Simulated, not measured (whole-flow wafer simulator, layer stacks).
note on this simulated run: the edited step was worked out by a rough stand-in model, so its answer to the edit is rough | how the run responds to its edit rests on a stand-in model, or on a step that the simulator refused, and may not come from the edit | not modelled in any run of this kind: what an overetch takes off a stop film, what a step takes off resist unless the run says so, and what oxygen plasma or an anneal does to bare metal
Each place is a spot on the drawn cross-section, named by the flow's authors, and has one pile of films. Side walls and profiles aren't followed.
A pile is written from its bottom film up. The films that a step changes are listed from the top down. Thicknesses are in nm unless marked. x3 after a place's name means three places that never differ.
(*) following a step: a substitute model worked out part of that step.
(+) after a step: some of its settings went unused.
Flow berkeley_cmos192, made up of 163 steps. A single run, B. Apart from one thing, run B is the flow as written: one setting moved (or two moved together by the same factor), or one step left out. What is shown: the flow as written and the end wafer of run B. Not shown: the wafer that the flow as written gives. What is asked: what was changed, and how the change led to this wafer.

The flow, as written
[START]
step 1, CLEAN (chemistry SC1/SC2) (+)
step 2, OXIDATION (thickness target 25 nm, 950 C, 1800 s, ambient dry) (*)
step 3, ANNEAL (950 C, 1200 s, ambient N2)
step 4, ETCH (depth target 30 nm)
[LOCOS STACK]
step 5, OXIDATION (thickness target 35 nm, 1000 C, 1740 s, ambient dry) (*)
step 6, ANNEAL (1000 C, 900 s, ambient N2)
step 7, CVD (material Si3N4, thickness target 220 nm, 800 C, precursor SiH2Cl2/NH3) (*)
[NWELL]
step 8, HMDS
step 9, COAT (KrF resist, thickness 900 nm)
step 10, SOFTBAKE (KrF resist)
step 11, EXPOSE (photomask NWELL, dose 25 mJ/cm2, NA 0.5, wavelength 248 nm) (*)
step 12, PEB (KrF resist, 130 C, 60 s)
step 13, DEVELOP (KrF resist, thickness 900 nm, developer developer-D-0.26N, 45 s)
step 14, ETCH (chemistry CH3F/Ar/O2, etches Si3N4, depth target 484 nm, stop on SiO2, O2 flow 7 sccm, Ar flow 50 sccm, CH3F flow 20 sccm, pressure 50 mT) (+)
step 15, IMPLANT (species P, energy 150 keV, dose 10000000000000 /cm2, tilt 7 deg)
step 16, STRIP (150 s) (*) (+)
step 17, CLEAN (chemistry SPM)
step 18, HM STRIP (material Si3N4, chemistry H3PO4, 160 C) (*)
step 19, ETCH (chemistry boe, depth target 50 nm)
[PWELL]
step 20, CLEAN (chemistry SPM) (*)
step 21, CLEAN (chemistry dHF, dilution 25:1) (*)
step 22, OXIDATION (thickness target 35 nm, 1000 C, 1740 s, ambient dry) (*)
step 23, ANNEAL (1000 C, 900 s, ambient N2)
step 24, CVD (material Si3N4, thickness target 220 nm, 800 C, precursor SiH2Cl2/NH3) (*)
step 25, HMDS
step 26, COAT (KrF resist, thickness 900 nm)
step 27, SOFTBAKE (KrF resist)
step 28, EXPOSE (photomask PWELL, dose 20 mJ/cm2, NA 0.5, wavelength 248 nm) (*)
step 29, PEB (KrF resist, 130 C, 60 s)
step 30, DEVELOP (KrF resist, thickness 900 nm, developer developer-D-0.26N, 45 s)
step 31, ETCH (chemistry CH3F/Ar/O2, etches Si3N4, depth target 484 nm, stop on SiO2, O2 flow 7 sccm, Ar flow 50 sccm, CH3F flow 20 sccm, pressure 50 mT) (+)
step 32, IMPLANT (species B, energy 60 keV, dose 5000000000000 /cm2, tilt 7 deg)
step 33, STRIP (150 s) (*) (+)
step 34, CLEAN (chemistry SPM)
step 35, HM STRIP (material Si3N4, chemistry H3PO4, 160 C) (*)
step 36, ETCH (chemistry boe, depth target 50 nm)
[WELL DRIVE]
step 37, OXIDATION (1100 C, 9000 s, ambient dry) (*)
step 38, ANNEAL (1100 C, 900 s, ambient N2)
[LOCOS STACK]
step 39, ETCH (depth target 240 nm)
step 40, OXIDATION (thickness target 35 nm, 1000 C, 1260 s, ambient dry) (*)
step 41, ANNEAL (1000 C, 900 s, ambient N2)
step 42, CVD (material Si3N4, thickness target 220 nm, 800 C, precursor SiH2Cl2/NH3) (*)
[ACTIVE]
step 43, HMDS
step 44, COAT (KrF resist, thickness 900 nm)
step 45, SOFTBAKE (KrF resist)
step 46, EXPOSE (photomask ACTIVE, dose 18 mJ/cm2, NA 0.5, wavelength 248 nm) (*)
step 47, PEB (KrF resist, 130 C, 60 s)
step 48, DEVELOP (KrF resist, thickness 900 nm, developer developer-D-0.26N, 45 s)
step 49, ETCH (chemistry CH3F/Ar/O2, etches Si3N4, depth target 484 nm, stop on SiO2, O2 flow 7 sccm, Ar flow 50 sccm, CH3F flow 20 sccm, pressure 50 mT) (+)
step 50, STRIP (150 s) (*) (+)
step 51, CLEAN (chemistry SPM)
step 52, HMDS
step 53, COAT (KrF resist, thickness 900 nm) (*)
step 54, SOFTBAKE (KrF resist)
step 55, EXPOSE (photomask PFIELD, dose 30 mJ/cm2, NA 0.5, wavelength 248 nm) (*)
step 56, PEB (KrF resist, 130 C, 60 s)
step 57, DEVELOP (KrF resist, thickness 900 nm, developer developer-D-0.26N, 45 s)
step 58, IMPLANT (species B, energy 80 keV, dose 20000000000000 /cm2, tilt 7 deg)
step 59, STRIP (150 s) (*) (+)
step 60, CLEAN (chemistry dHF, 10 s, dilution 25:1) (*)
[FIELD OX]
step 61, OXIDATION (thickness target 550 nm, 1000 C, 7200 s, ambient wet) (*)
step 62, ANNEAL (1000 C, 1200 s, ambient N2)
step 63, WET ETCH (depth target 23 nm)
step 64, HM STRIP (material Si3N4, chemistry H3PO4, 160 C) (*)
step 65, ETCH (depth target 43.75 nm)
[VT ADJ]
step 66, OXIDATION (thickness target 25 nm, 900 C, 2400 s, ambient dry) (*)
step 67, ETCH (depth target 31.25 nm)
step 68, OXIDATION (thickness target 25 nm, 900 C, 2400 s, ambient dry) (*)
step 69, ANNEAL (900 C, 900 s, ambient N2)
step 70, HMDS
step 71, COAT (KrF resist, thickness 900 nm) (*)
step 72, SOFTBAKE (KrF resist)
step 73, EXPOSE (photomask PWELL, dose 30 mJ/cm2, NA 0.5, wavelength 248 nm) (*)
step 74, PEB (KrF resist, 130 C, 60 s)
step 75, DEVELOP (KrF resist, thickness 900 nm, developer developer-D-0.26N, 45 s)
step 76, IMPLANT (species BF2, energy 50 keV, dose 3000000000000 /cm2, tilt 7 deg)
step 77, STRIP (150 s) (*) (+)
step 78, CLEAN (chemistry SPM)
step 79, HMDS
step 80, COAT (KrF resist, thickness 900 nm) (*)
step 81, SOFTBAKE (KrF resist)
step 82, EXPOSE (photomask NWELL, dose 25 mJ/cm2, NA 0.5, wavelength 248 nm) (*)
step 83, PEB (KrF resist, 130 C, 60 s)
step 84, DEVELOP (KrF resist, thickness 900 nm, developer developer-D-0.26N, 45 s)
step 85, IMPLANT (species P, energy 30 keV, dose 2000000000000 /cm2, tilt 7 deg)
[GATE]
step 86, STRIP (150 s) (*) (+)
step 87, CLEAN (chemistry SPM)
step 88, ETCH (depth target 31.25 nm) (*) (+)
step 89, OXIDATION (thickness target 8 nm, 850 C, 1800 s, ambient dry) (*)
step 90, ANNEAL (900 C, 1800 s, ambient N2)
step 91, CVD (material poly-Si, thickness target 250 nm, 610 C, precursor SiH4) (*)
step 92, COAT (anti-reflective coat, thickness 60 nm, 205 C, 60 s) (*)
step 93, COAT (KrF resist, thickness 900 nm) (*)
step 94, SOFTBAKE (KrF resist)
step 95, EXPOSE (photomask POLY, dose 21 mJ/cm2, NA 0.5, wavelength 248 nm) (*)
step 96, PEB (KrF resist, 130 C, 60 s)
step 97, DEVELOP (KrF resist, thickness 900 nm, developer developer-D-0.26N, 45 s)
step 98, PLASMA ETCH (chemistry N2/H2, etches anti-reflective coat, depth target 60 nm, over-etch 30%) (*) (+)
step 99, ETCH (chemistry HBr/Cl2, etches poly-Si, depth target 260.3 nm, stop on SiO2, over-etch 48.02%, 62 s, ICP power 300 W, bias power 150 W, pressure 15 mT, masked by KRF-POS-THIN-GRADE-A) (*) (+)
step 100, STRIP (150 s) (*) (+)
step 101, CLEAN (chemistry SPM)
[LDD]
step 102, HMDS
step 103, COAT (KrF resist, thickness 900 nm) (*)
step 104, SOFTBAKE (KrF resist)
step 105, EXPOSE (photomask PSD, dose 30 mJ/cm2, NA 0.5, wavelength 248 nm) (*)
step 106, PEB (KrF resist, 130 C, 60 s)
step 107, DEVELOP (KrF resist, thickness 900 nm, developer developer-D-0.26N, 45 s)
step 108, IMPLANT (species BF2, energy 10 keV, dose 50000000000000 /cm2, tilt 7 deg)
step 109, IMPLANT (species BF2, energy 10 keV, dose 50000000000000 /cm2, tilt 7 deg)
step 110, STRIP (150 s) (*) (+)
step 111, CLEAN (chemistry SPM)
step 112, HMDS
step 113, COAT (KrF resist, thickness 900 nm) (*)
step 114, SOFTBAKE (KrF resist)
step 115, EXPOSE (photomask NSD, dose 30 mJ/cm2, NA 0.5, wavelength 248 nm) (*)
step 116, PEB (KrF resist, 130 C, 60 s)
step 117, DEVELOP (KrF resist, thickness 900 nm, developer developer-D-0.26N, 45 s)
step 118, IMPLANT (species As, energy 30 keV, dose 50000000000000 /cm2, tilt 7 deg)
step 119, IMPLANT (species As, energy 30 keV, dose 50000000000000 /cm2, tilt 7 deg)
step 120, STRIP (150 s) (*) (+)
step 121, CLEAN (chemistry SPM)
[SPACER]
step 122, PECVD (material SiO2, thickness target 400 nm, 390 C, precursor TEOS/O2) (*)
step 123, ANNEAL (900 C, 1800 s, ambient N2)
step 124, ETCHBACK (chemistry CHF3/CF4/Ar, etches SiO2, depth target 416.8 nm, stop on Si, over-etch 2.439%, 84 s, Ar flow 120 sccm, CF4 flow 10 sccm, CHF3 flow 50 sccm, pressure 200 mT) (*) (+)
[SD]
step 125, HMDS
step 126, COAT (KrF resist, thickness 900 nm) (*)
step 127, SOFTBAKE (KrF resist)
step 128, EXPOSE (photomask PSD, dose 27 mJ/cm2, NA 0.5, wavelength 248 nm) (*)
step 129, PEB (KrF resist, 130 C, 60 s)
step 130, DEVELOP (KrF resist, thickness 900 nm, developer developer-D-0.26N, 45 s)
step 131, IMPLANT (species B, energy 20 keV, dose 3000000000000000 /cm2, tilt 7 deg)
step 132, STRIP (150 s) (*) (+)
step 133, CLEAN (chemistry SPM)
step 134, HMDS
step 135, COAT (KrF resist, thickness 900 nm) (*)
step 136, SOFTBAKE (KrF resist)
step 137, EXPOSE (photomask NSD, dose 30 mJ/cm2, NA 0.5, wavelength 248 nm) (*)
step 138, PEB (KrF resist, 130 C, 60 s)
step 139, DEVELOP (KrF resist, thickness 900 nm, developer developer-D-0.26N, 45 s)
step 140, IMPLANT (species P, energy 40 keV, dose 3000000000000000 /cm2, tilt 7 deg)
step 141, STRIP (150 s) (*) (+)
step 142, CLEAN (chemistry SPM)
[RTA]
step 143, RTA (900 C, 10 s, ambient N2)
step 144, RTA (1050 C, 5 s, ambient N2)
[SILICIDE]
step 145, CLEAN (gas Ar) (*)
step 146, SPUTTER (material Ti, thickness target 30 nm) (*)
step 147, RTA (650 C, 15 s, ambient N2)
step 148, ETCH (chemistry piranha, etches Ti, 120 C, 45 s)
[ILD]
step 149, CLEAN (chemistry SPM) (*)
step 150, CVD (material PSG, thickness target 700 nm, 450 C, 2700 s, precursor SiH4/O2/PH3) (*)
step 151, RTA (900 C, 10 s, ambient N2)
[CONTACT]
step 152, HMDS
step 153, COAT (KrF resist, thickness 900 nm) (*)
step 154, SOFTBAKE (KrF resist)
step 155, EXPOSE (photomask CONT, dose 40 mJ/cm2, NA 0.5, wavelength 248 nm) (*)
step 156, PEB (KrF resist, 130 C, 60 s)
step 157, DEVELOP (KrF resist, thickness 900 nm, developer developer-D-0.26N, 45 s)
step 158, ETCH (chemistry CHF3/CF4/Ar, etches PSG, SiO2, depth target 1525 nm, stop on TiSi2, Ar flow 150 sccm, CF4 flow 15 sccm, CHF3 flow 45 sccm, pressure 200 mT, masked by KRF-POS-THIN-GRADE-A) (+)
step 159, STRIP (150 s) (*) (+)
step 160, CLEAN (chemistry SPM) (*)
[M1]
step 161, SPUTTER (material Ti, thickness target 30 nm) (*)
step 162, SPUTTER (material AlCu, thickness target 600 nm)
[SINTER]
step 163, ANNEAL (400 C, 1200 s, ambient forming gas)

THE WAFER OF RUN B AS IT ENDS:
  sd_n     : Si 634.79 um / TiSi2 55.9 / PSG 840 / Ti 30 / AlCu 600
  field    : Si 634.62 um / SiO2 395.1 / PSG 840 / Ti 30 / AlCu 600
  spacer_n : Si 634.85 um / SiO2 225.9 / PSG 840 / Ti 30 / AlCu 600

The reason: step 150, CVD: thickness target 840 nm was run, though the flow has thickness target 700 nm.
The wafer itself shows it: sd_n has PSG 840, and step 150 as written asks for 700 nm.

How this came from the change, step by step:
  step 150, CVD (material PSG, thickness target 700 nm, 450 C, 2700 s, precursor SiH4/O2/PH3) (*)
      field, sd_n, spacer_n, gate, spacer_p, gate_p, contact, m1: +840 PSG (new film) (in the flow as written it would be: +700 PSG (new film))
      sd_p: +796 PSG (new film) (in the flow as written it would be: +665.5 PSG (new film))
  step 158, ETCH (chemistry CHF3/CF4/Ar, etches PSG, SiO2, depth target 1525 nm, stop on TiSi2, Ar flow 150 sccm, CF4 flow 15 sccm, CHF3 flow 45 sccm, pressure 200 mT, masked by KRF-POS-THIN-GRADE-A) (+)
      field, sd_n, spacer_n, gate, sd_p, spacer_p, gate_p, m1: -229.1 KrF resist (in the flow as written it would be: -194.1 KrF resist)
      contact: -840 PSG (all of it), -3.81 TiSi2 (in the flow as written it would be: -700 PSG (all of it), -3.81 TiSi2)
  step 159, STRIP (150 s) (*) (+)
      field: -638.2 KrF resist (all of it) (in the flow as written it would be: -671.6 KrF resist (all of it))
      sd_n: -758 KrF resist (all of it) (in the flow as written it would be: -792.3 KrF resist (all of it))
      (and at 6 other places as well)
  step 161, SPUTTER (material Ti, thickness target 30 nm) (*)
      contact: +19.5 Ti (new film) (in the flow as written it would be: +21.1 Ti (new film))
  step 162, SPUTTER (material AlCu, thickness target 600 nm)
      contact: +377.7 AlCu (new film) (in the flow as written it would be: +410.9 AlCu (new film))
